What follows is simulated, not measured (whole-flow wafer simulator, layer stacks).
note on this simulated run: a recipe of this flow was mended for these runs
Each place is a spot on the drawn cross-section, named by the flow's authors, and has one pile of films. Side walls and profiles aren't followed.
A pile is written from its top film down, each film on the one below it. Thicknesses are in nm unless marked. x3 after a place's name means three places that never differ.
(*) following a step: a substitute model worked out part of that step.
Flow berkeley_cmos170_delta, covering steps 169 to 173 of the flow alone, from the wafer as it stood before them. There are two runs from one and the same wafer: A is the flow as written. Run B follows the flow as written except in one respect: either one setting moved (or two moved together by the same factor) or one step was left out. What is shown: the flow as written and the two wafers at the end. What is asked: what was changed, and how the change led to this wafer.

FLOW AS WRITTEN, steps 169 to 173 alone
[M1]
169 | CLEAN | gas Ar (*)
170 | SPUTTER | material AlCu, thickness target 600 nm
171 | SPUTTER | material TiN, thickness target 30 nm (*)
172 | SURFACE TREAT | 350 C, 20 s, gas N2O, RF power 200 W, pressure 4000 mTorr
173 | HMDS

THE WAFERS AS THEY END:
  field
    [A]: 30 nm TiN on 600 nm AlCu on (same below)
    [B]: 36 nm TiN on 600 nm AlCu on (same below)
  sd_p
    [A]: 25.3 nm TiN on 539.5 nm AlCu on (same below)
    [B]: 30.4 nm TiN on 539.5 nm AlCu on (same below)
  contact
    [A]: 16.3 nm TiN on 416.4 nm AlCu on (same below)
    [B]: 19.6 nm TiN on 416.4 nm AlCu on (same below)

Cause: step 171, SPUTTER: thickness target 36 nm was run, while the flow as written has thickness target 30 nm.
The wafer lets one read it off: field has TiN 36, and step 171 as written asks for 30 nm.

Step by step, how the change led to this:
  171 | SPUTTER | material TiN, thickness target 30 nm (*)
      field, sd_n, spacer_n, gate, spacer_p, gate_p, m1: A +30 TiN (new film) | B +36 TiN (new film)
      sd_p: A +25.3 TiN (new film) | B +30.4 TiN (new film)
      (and at 1 other place as well)
